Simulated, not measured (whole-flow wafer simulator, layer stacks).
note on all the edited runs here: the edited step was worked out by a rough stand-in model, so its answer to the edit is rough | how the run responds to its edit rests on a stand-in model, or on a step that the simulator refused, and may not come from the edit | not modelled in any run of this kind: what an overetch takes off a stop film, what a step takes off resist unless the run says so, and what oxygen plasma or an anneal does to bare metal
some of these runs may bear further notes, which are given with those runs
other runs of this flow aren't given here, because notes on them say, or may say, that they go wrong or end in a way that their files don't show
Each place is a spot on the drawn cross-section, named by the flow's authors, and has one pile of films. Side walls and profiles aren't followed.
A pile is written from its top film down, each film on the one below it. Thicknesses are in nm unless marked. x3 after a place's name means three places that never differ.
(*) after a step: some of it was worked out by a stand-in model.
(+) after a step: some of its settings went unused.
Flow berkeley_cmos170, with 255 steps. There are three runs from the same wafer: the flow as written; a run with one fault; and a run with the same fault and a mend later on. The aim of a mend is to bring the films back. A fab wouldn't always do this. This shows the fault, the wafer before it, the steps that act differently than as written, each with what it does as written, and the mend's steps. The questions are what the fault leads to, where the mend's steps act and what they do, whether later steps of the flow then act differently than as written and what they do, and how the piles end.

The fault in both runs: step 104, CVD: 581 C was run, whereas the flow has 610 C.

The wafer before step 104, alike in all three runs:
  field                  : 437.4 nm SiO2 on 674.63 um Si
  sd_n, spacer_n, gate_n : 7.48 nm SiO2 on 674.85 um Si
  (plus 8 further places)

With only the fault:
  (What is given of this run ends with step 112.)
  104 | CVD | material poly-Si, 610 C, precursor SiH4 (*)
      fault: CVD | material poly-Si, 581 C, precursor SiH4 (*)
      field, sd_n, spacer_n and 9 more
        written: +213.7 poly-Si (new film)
        fault: +115 poly-Si (new film)
  Steps further on in the flow that do not act as written (3 more steps, not shown, differ only slightly: by at most 2% or 0.5 nm, whichever is larger):
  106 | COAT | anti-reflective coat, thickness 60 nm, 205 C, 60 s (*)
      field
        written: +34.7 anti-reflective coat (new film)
        fault: +33.7 anti-reflective coat (new film)
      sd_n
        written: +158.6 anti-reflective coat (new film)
        fault: +152.4 anti-reflective coat (new film)
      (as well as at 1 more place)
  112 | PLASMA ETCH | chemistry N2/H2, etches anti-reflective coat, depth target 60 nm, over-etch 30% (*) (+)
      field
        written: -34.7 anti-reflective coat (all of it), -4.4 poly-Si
        fault: -33.7 anti-reflective coat (all of it), -4.22 poly-Si
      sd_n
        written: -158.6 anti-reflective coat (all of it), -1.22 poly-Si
        fault: -152.4 anti-reflective coat (all of it), -1.17 poly-Si
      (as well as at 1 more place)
  After step 112, at field, sd_n, spacer_n and 9 more, the piles differ from the flow's by more than 2% or 0.5 nm, whichever is larger.
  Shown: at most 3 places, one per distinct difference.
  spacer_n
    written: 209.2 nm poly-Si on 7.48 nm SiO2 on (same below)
    fault: 110.7 nm poly-Si on 7.48 nm SiO2 on (same below)
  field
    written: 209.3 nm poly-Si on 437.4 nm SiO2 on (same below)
    fault: 110.7 nm poly-Si on 437.4 nm SiO2 on (same below)
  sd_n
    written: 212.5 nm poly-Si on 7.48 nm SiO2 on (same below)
    fault: 113.8 nm poly-Si on 7.48 nm SiO2 on (same below)

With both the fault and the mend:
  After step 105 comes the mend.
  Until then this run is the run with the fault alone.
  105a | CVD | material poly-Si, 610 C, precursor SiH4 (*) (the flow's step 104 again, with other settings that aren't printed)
      field, sd_n, spacer_n and 9 more
        +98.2 poly-Si
  None of the later steps of the flow differs from how it acts as written, at any place that is followed, by more than 2% or 0.5 nm, whichever is larger.
  When the end is reached, the piles differ only a little from the flow's at the places that both follow, at most by 2% or 0.5 nm, whichever is larger.
